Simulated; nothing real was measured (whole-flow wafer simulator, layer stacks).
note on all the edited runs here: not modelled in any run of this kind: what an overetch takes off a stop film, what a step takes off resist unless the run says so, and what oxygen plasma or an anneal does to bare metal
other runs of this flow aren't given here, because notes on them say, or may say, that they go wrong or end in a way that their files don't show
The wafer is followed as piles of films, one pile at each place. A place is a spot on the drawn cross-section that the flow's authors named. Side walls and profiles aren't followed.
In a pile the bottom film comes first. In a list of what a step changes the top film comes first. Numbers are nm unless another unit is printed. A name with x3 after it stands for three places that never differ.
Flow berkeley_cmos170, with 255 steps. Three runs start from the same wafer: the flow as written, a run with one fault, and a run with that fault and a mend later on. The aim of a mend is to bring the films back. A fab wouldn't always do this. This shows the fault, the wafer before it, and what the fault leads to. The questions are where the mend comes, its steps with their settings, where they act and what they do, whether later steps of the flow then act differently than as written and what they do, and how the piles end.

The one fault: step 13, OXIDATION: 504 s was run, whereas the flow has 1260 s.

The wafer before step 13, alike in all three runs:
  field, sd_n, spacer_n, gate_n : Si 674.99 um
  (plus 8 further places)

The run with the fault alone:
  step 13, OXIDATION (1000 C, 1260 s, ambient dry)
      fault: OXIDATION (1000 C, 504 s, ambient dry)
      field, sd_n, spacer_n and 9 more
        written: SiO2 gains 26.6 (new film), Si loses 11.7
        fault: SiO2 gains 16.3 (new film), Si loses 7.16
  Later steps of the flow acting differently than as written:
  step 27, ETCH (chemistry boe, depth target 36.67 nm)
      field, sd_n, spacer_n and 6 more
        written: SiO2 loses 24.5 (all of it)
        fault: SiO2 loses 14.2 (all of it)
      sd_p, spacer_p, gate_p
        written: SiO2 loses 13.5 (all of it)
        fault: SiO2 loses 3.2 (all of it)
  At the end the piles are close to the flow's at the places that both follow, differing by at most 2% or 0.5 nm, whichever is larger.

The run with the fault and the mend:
  The mend stands after step 13.
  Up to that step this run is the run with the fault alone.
  step 13a, OXIDATION (1000 C, 756 s, ambient dry) (the flow's step 13 again, with other settings)
      field, sd_n, spacer_n and 9 more
        SiO2 gains 10.3, Si loses 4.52
  Later steps of the flow that are run all act as written at every place that is followed.
  The piles end the same as the flow's at every place that both follow.
